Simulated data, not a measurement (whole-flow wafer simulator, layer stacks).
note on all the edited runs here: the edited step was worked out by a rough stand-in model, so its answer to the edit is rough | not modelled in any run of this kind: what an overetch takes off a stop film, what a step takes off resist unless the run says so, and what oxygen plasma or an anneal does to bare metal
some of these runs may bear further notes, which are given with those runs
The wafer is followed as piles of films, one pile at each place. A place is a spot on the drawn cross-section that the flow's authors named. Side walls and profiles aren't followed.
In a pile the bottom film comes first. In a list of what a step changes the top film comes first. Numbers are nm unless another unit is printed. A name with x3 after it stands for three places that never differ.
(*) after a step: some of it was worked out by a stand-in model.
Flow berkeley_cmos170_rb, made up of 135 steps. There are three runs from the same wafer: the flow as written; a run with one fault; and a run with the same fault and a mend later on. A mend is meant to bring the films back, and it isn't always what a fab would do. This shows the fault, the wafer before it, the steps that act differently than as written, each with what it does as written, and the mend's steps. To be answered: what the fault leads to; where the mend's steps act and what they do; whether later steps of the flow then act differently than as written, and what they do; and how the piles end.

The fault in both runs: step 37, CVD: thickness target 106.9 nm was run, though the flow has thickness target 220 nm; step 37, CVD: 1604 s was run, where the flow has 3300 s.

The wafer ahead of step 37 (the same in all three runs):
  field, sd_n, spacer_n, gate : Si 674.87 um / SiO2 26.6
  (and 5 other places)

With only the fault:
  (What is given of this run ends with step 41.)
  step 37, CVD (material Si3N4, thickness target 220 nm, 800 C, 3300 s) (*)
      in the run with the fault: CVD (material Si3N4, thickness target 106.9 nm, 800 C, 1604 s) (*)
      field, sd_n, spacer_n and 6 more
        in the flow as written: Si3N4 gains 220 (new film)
        in the run with the fault: Si3N4 gains 106.9 (new film)
  None of the later steps of the flow up to step 41 acts differently than as written at any place that is followed.
  After step 41, at field, sd_n, spacer_n and 6 more, the piles differ from the flow's by more than 2% or 0.5 nm, whichever is larger.
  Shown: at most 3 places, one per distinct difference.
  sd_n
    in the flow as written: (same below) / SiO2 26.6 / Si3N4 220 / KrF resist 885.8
    in the run with the fault: (same below) / SiO2 26.6 / Si3N4 106.9 / KrF resist 885.8
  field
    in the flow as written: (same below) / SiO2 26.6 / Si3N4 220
    in the run with the fault: (same below) / SiO2 26.6 / Si3N4 106.9

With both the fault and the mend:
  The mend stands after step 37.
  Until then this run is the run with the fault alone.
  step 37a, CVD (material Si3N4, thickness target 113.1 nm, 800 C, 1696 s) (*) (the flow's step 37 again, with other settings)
      field, sd_n, spacer_n and 6 more
        Si3N4 gains 113.1
  None of the later steps of the flow acts differently than as written at any place that is followed.
  The piles end the same as the flow's at every place that both follow.
